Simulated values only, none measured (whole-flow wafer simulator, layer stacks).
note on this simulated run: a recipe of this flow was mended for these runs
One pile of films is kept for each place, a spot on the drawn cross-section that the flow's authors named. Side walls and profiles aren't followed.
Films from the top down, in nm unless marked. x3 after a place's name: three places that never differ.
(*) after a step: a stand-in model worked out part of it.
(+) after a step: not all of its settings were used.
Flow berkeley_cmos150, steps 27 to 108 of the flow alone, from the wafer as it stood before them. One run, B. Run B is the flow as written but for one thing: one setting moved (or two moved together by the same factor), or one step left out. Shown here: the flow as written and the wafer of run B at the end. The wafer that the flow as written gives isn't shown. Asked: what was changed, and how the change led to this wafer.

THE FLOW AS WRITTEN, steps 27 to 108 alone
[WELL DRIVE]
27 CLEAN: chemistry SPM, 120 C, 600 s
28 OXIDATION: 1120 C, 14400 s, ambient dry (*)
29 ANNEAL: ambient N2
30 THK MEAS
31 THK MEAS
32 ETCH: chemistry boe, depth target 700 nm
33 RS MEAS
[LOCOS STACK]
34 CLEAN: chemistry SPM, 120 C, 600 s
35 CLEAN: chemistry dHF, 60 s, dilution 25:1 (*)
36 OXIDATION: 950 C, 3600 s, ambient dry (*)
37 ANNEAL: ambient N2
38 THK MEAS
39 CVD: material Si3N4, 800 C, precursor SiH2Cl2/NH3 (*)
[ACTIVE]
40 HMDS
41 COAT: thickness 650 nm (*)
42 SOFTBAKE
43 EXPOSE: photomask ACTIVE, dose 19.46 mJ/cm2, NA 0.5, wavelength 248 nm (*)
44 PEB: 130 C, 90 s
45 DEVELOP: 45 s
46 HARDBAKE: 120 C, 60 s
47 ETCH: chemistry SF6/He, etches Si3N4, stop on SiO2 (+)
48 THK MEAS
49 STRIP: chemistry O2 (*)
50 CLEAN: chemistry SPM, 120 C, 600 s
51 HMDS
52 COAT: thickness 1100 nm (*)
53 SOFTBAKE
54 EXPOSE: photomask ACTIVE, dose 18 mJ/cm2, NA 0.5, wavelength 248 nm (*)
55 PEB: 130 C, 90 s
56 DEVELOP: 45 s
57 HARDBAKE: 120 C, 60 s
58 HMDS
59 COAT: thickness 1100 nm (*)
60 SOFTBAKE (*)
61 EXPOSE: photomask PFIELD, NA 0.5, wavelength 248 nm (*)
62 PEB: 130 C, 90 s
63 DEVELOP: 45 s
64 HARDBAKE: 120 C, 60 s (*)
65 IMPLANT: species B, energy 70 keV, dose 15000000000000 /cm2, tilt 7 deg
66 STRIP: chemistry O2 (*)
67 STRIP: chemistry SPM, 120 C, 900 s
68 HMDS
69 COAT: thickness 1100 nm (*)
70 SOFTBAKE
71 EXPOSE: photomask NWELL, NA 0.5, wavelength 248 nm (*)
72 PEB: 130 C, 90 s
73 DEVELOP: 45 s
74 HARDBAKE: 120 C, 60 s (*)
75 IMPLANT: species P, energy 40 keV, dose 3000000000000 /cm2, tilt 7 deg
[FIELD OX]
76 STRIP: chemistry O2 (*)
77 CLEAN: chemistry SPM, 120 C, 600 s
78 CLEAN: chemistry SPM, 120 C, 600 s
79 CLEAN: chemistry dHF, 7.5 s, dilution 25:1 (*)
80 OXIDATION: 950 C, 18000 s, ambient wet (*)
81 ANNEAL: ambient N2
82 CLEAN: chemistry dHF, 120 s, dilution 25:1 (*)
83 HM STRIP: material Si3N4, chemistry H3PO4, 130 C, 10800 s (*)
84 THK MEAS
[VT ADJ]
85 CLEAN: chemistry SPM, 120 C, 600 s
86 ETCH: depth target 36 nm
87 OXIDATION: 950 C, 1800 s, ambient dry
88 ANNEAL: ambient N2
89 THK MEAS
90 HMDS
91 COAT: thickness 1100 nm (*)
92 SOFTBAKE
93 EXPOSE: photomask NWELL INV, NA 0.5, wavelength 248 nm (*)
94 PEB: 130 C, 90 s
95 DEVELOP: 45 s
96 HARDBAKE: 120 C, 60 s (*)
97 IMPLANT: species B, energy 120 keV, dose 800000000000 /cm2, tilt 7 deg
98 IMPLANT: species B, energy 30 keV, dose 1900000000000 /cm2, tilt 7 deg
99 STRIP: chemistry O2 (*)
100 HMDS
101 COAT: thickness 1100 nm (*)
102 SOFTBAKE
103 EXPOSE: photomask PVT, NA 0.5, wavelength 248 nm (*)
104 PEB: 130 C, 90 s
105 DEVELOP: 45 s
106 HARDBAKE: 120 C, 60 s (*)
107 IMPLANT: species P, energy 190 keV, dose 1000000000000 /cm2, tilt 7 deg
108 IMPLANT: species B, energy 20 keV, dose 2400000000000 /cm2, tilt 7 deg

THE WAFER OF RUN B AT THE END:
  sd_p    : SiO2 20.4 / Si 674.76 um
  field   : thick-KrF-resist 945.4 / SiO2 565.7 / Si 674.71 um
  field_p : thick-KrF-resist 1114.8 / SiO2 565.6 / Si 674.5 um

The cause: step 28, OXIDATION: 1120 C, 14400 s, ambient dry (*), was left out.

How the change led to this, step by step:
  32 ETCH: chemistry boe, depth target 700 nm
      field, sd_n, gate_n, contact, m1: SiO2 -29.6 (all of it) (as written it would be: SiO2 -291.1 (all of it))
      field_p, sd_p, gate_p: SiO2 -451.9 (all of it) (as written it would be: SiO2 -555.5 (all of it))
  41 COAT: thickness 650 nm (*)
      field_p: KrF-resist +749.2 (new film) (as written it would be: KrF-resist +715.2 (new film))
      sd_p: KrF-resist +716.4 (new film) (as written it would be: KrF-resist +694.3 (new film))
      (and at 1 more place)
  45 DEVELOP: 45 s
      field_p: KrF-resist -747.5 (all of it) (as written it would be: KrF-resist -713.6 (all of it))
  46 HARDBAKE: 120 C, 60 s
      sd_p: KrF-resist -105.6 (as written it would be: KrF-resist -102.4)
      gate_p: KrF-resist -104.6 (as written it would be: KrF-resist -101.7)
  49 STRIP: chemistry O2 (*)
      sd_p: KrF-resist -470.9 (all of it) (as written it would be: KrF-resist -452.2 (all of it))
      gate_p: KrF-resist -465.3 (all of it) (as written it would be: KrF-resist -448.5 (all of it))
  52 COAT: thickness 1100 nm (*)
      field_p: thick-KrF-resist +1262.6 (new film) (as written it would be: thick-KrF-resist +1219.5 (new film))
      sd_p: thick-KrF-resist +1146.3 (new film) (as written it would be: thick-KrF-resist +1111.6 (new film))
      (and at 1 more place)
  56 DEVELOP: 45 s
      field_p: thick-KrF-resist -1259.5 (all of it) (as written it would be: thick-KrF-resist -1216.4 (all of it))
  57 HARDBAKE: 120 C, 60 s
      sd_p: thick-KrF-resist -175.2 (as written it would be: thick-KrF-resist -169.9)
      gate_p: thick-KrF-resist -175.6 (as written it would be: thick-KrF-resist -170.5)
  59 COAT: thickness 1100 nm (*)
      field_p: thick-KrF-resist +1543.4 (new film) (as written it would be: thick-KrF-resist +1495 (new film))
      gate_p: thick-KrF-resist +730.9 (as written it would be: thick-KrF-resist +716.2)
  66 STRIP: chemistry O2 (*)
      field_p: thick-KrF-resist -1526 (all of it) (as written it would be: thick-KrF-resist -1477.9 (all of it))
      sd_p: thick-KrF-resist -1605.6 (all of it) (as written it would be: thick-KrF-resist -1563.6 (all of it))
      (and at 1 more place)
  69 COAT: thickness 1100 nm (*)
      field_p: thick-KrF-resist +1262.6 (new film) (as written it would be: thick-KrF-resist +1219.5 (new film))
      sd_p: thick-KrF-resist +1146.3 (new film) (as written it would be: thick-KrF-resist +1111.6 (new film))
      (and at 1 more place)
  73 DEVELOP: 45 s
      field_p: thick-KrF-resist -1259.5 (all of it) (as written it would be: thick-KrF-resist -1216.4 (all of it))
      sd_p: thick-KrF-resist -1143.5 (all of it) (as written it would be: thick-KrF-resist -1108.9 (all of it))
      (and at 1 more place)
  91 COAT: thickness 1100 nm (*)
      field_p: thick-KrF-resist +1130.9 (new film) (as written it would be: thick-KrF-resist +1087.8 (new film))
      sd_p: thick-KrF-resist +1352.5 (new film) (as written it would be: thick-KrF-resist +1317.3 (new film))
      (and at 1 more place)
  99 STRIP: chemistry O2 (*)
      field_p: thick-KrF-resist -1114.8 (all of it) (as written it would be: thick-KrF-resist -1071.8 (all of it))
      sd_p: thick-KrF-resist -1335.8 (all of it) (as written it would be: thick-KrF-resist -1300.7 (all of it))
      (and at 1 more place)
  101 COAT: thickness 1100 nm (*)
      field_p: thick-KrF-resist +1130.9 (new film) (as written it would be: thick-KrF-resist +1087.8 (new film))
      sd_p: thick-KrF-resist +1352.5 (new film) (as written it would be: thick-KrF-resist +1317.3 (new film))
      (and at 1 more place)
  105 DEVELOP: 45 s
      sd_p: thick-KrF-resist -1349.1 (all of it) (as written it would be: thick-KrF-resist -1314 (all of it))
      gate_p: thick-KrF-resist -1321.5 (all of it) (as written it would be: thick-KrF-resist -1288.3 (all of it))
